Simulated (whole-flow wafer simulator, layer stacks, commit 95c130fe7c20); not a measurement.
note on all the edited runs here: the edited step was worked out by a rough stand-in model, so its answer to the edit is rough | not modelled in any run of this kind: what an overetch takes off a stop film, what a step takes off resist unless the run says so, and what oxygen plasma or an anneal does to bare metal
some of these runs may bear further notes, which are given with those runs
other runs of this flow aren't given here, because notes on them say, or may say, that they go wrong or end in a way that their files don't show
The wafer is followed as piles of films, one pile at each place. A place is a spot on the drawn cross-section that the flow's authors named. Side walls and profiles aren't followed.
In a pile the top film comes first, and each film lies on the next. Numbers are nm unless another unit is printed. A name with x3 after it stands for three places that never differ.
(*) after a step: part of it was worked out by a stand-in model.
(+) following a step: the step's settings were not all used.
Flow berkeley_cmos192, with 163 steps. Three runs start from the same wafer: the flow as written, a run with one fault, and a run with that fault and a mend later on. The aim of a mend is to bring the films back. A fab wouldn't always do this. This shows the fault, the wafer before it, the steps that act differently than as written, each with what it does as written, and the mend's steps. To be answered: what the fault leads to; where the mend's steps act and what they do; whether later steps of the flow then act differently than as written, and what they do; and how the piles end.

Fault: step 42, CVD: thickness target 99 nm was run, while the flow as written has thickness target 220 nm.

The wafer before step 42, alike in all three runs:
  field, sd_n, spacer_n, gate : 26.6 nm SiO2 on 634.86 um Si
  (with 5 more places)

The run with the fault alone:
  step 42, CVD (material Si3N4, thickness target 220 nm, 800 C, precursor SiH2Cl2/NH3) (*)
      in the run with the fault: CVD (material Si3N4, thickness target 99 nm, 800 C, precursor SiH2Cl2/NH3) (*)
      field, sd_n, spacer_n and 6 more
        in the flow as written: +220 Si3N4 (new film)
        in the run with the fault: +99 Si3N4 (new film)
  Later steps of the flow acting differently than as written (43 other steps are not shown; they differ only slightly, by no more than 2% or 0.5 nm, whichever is larger):
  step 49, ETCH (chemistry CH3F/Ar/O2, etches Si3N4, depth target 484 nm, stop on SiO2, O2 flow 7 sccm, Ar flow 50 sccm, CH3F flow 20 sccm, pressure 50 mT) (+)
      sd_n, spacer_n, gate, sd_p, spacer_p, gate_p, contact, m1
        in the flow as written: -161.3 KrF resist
        in the run with the fault: -80.7 KrF resist
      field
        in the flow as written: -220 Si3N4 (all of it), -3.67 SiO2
        in the run with the fault: -99 Si3N4 (all of it), -3.67 SiO2
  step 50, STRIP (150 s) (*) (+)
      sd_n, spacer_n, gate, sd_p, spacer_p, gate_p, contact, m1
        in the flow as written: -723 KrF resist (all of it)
        in the run with the fault: -803.7 KrF resist (all of it)
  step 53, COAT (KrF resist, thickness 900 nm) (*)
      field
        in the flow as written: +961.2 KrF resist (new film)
        in the run with the fault: +927.9 KrF resist (new film)
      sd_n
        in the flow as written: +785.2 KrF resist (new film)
        in the run with the fault: +847 KrF resist (new film)
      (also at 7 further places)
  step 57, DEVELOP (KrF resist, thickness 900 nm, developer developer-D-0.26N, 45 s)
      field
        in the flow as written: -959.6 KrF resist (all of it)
        in the run with the fault: -926.4 KrF resist (all of it)
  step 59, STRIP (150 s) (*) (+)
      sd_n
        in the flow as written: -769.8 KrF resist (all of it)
        in the run with the fault: -831.5 KrF resist (all of it)
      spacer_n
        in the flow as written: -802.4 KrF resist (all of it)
        in the run with the fault: -845.7 KrF resist (all of it)
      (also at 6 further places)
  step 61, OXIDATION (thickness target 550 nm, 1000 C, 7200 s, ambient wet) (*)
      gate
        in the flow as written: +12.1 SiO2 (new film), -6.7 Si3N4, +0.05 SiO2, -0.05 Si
        in the run with the fault: +12.1 SiO2 (new film), -6.7 Si3N4
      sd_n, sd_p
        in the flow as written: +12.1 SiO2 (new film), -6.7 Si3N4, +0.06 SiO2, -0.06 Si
        in the run with the fault: +12.1 SiO2 (new film), -6.7 Si3N4, +6.79 SiO2, -2.99 Si
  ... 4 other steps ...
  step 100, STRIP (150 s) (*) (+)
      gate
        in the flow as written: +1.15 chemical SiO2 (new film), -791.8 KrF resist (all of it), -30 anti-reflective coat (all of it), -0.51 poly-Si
        in the run with the fault: +1.15 chemical SiO2 (new film), -798 KrF resist (all of it), -26.4 anti-reflective coat (all of it), -0.51 poly-Si
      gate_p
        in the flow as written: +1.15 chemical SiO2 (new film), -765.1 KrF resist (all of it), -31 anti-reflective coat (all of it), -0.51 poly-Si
        in the run with the fault: +1.15 chemical SiO2 (new film), -769 KrF resist (all of it), -27.9 anti-reflective coat (all of it), -0.51 poly-Si
  When the end is reached, the piles differ only a little from the flow's at the places that both follow, at most by 2% or 0.5 nm, whichever is larger.

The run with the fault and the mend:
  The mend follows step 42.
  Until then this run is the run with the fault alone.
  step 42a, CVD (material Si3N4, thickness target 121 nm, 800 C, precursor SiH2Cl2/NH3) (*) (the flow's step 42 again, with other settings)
      field, sd_n, spacer_n and 6 more
        +121 Si3N4
  None of the later steps of the flow acts differently than as written at any place that is followed.
  At every place that both follow, the piles at the end match the flow's.
